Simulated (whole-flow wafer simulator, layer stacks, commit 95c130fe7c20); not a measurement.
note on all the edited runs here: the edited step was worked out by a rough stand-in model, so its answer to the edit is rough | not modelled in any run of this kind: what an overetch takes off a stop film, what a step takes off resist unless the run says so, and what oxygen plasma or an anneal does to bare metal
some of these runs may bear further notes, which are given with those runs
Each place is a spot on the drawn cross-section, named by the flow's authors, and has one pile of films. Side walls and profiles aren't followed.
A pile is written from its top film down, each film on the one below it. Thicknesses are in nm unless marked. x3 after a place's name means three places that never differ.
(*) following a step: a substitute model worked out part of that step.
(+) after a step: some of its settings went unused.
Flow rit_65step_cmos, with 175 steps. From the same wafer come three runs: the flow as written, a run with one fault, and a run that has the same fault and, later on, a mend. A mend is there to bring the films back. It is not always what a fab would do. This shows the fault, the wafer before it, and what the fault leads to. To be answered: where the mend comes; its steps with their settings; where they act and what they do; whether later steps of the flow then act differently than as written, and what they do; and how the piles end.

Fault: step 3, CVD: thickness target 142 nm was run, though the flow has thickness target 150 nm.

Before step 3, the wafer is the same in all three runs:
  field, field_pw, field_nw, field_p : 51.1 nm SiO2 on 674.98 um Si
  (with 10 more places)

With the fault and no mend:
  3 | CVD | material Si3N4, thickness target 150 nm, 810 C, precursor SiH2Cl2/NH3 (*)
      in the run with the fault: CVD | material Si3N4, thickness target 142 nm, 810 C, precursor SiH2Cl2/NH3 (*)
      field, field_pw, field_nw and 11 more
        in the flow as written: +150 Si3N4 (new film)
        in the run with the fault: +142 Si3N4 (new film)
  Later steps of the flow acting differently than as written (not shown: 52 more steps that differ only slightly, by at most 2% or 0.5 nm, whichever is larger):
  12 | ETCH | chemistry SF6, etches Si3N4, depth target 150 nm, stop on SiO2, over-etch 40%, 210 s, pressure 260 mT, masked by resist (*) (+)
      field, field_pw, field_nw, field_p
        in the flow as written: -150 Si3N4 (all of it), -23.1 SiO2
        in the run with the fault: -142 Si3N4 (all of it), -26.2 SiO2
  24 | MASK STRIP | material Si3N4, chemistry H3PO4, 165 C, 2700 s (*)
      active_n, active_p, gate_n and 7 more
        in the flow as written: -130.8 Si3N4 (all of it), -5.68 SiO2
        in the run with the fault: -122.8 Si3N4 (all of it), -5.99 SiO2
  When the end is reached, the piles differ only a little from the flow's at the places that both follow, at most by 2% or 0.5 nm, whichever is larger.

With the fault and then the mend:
  The mend stands after step 4.
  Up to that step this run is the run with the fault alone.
  4a | CVD | material Si3N4, thickness target 8 nm, 810 C, precursor SiH2Cl2/NH3 (*) (the flow's step 3 again, with other settings)
      field, field_pw, field_nw and 11 more
        +8 Si3N4
  None of the later steps of the flow acts differently than as written at any place that is followed.
  At every place that both follow, the piles at the end match the flow's.
